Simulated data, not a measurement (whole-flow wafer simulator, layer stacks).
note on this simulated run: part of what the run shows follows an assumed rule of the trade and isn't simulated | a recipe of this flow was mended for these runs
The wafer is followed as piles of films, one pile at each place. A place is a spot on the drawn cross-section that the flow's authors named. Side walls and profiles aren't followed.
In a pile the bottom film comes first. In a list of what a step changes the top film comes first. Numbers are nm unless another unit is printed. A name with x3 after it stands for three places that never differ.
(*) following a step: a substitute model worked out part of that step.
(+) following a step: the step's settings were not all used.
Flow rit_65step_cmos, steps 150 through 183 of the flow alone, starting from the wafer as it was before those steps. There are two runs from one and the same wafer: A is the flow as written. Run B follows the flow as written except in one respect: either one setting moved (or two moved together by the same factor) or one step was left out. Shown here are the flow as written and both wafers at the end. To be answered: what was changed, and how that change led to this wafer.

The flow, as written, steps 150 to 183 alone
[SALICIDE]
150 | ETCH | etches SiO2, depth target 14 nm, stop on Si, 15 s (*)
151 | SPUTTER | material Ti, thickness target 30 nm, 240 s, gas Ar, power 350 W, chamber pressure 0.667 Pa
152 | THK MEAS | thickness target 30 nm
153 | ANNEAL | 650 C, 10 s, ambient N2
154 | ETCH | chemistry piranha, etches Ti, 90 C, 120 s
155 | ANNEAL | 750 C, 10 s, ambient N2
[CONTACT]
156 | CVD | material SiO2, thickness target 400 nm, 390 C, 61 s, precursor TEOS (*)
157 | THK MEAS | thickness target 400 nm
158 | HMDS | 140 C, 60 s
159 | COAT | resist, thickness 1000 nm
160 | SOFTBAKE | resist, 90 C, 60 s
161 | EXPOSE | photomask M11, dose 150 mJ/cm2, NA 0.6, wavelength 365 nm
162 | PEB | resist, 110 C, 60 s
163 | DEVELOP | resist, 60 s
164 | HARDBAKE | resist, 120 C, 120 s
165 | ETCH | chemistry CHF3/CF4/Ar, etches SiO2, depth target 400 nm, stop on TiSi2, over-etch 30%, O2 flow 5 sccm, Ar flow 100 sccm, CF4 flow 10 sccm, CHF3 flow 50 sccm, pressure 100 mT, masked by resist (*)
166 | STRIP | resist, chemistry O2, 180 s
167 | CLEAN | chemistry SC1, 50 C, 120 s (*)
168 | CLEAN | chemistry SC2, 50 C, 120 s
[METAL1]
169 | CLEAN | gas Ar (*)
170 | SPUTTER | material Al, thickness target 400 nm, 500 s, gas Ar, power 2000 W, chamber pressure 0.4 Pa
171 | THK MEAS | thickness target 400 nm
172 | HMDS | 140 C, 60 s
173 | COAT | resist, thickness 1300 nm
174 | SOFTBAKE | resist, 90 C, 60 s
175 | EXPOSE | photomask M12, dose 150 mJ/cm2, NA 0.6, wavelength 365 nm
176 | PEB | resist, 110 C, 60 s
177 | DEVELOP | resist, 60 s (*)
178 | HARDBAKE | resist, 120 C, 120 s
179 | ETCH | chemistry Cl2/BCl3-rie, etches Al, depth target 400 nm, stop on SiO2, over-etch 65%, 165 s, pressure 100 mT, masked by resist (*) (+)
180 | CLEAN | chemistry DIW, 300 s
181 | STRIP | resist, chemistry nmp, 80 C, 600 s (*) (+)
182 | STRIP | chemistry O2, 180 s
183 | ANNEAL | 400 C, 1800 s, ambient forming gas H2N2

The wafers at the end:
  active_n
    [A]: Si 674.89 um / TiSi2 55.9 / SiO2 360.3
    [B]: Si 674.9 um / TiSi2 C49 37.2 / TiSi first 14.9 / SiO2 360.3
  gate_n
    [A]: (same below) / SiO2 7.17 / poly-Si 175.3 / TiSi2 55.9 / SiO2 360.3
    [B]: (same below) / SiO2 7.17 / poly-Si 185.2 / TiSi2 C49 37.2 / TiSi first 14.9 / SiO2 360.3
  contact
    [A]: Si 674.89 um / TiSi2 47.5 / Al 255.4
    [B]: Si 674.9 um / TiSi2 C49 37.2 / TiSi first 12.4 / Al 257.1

The reason: step 155, ANNEAL: 750 C, 10 s, ambient N2, was omitted.

How this came from the change, step by step:
  165 | ETCH | chemistry CHF3/CF4/Ar, etches SiO2, depth target 400 nm, stop on TiSi2, over-etch 30%, O2 flow 5 sccm, Ar flow 100 sccm, CF4 flow 10 sccm, CHF3 flow 50 sccm, pressure 100 mT, masked by resist (*)
      contact: A SiO2 loses 400 (all of it), TiSi2 loses 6 | B SiO2 loses 400 (all of it)
  169 | CLEAN | gas Ar (*)
      contact: A TiSi2 loses 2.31 | B TiSi first loses 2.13
